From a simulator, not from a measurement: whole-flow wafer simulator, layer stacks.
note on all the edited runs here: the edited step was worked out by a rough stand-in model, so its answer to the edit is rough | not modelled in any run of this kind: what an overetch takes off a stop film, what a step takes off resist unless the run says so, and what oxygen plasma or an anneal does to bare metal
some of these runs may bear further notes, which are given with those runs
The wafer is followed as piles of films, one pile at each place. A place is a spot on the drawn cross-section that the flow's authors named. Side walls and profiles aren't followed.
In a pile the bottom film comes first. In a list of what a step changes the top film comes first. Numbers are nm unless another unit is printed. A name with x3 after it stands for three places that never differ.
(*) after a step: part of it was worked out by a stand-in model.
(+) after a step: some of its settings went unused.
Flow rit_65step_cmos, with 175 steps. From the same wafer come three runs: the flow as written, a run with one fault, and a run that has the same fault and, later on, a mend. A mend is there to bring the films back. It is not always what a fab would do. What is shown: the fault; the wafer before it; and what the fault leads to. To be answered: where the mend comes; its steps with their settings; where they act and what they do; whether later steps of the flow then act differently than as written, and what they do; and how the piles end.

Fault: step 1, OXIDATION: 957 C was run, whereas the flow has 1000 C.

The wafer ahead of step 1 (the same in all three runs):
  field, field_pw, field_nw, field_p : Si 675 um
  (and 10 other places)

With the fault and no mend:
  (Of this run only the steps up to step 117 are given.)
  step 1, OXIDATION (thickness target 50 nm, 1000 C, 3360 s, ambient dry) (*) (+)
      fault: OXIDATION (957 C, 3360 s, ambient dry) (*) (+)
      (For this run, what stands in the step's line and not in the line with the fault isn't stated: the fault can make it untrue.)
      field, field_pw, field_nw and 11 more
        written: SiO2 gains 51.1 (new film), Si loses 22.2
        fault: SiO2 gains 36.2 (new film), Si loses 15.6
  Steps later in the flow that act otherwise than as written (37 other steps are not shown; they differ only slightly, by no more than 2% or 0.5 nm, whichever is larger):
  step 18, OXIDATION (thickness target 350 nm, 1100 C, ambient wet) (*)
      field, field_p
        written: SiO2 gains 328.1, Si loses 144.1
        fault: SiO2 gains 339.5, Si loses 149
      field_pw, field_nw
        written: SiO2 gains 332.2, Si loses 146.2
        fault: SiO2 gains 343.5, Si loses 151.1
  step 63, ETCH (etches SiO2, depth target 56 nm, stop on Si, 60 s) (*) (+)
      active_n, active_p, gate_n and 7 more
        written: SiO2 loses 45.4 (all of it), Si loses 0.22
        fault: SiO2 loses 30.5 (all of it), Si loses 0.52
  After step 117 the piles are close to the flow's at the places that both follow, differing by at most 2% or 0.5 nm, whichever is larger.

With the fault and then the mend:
  The mend stands after step 2.
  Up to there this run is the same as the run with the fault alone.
  step 2a, ETCH (depth target 42 nm, 21.5 C, 46 s)
      field, field_pw, field_nw and 11 more
        SiO2 loses 36.2 (all of it)
  step 2b, CLEAN (chemistry SC2, 75 C, 600 s)
      field, field_pw, field_nw and 11 more
        chemical SiO2 gains 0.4 (new film), Si loses 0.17
  step 2c, OXIDATION (1000 C, 3360 s, ambient dry) (*) (a further turn of the flow's step 1, with different settings)
      field, field_pw, field_nw and 11 more
        SiO2 gains 51 (new film), chemical SiO2 loses 0.4 (all of it), Si loses 22.3
  Steps later in the flow that act otherwise than as written (17 other steps are not shown; they differ only slightly, by no more than 2% or 0.5 nm, whichever is larger):
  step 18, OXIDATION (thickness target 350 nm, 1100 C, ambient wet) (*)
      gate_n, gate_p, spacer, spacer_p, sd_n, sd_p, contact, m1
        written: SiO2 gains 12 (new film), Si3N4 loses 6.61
        mend: SiO2 gains 12 (new film), Si3N4 loses 6.61, SiO2 gains 0.03
  At the end the piles are close to the flow's at the places that both follow, differing by at most 2% or 0.5 nm, whichever is larger.
